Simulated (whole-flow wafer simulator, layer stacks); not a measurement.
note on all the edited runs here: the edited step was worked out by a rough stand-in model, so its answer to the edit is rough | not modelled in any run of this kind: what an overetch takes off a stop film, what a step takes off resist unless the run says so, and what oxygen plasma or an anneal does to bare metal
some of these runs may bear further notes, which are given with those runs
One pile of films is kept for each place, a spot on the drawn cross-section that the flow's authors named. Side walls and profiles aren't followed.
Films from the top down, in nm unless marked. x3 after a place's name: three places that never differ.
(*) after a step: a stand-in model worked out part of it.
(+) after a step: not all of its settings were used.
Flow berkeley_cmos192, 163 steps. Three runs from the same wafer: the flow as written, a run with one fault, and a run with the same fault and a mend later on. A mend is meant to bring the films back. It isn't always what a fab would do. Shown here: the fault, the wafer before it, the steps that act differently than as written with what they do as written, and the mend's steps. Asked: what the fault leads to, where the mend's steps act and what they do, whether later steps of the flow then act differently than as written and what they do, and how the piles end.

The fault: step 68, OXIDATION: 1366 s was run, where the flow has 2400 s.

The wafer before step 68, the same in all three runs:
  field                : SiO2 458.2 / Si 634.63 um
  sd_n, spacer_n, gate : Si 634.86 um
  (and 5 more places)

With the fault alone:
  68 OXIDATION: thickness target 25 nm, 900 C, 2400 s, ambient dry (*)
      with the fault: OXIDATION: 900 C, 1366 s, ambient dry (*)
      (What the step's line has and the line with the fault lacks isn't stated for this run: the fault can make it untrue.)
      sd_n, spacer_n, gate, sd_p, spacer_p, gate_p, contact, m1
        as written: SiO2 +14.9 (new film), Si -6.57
        with the fault: SiO2 +10.5 (new film), Si -4.61
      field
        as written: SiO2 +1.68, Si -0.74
        with the fault: SiO2 +0.96, Si -0.42
  Later steps of the flow that act differently than as written (37 more steps differ only slightly, by at most 2% or 0.5 nm, whichever is larger, and aren't shown):
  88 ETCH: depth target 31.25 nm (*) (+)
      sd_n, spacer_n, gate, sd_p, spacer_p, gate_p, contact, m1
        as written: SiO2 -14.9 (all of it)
        with the fault: SiO2 -10.5 (all of it)
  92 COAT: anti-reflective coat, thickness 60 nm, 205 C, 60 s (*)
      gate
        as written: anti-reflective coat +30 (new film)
        with the fault: anti-reflective coat +30.7 (new film)
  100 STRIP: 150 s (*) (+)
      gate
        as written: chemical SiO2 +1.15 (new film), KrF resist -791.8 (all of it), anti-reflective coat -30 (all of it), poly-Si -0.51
        with the fault: chemical SiO2 +1.15 (new film), KrF resist -789.8 (all of it), anti-reflective coat -30.7 (all of it), poly-Si -0.51
  At the end the piles differ from the flow's only slightly at the places that both follow, by at most 2% or 0.5 nm, whichever is larger.

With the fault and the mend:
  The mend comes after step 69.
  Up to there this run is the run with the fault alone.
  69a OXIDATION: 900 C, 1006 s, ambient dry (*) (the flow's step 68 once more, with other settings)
      sd_n, spacer_n, gate, sd_p, spacer_p, gate_p, contact, m1
        SiO2 +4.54, Si -2
      field
        SiO2 +0.7, Si -0.31
  No later step of the flow acts differently than as written, at any place that is followed, by more than 2% or 0.5 nm, whichever is larger.
  At the end the piles are the same as the flow's at every place that both follow.
